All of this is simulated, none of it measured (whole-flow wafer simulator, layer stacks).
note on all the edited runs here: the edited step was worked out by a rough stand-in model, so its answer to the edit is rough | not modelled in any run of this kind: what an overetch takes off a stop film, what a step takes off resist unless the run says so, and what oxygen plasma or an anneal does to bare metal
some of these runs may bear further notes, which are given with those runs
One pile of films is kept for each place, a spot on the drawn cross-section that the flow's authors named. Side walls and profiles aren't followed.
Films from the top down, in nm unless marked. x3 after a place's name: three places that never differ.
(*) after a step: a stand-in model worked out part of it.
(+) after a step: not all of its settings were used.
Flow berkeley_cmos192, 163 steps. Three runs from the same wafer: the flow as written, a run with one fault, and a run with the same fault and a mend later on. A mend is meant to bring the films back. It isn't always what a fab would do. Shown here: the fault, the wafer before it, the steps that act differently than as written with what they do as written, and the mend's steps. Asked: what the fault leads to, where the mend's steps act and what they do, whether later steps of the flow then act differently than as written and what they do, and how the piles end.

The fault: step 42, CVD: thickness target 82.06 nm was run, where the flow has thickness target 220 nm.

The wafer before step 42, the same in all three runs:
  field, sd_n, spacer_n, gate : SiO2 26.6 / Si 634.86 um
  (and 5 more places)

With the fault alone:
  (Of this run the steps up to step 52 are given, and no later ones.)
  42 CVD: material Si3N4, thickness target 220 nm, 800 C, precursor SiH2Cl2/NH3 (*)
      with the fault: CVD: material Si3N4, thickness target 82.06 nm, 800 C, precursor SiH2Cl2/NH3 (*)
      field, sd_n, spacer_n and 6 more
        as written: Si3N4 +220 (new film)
        with the fault: Si3N4 +82.1 (new film)
  Later steps of the flow that act differently than as written:
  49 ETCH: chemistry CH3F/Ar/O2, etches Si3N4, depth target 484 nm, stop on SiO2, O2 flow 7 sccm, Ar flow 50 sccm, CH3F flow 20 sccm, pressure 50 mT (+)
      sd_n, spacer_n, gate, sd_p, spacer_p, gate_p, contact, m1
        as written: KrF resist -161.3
        with the fault: KrF resist -69.4
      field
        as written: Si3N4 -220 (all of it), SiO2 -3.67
        with the fault: Si3N4 -82.1 (all of it), SiO2 -3.67
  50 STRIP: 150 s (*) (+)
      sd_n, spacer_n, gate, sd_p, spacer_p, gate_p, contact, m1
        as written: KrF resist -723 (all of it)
        with the fault: KrF resist -815 (all of it)
  After step 52 the piles differ from the flow's by more than 2% or 0.5 nm, whichever is larger, at sd_n, spacer_n, gate, sd_p, spacer_p, gate_p, contact, m1.
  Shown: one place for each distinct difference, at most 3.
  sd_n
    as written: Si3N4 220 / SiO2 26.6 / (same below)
    with the fault: Si3N4 82.1 / SiO2 26.6 / (same below)

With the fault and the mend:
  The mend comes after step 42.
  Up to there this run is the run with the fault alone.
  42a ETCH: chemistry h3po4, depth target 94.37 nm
      field, sd_n, spacer_n and 6 more
        Si3N4 -82.1 (all of it)
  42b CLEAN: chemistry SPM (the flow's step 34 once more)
      changes no film at any place that is followed
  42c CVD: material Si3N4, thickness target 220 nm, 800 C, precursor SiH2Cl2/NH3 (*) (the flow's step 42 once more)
      field, sd_n, spacer_n and 6 more
        Si3N4 +220 (new film)
  No later step of the flow acts differently than as written at any place that is followed.
  At the end the piles are the same as the flow's at every place that both follow.
